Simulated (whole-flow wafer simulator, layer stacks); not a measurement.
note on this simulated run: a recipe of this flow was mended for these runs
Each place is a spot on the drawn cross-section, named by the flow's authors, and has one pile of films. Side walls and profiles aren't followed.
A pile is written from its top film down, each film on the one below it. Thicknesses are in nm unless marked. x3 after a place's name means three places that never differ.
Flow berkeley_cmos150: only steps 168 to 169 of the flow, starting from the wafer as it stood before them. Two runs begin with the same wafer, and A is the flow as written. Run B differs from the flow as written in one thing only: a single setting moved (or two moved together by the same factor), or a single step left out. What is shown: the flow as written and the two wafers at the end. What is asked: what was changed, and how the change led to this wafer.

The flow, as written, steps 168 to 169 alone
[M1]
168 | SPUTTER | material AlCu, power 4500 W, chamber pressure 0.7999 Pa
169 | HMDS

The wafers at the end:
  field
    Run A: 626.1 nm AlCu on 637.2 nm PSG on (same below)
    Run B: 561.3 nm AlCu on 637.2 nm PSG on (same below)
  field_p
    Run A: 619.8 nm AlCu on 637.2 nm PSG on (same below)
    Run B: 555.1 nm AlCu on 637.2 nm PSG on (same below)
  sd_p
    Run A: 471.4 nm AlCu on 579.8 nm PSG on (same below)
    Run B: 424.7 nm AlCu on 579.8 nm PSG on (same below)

Cause: step 168, SPUTTER: power 4020 W was run, though the flow has power 4500 W.

The path from the change to this, step by step:
  168 | SPUTTER | material AlCu, power 4500 W, chamber pressure 0.7999 Pa
      field, sd_n, gate_n, m1: A AlCu gains 626.1 (new film) | B AlCu gains 561.3 (new film)
      field_p: A AlCu gains 619.8 (new film) | B AlCu gains 555.1 (new film)
      (also at 3 further places)
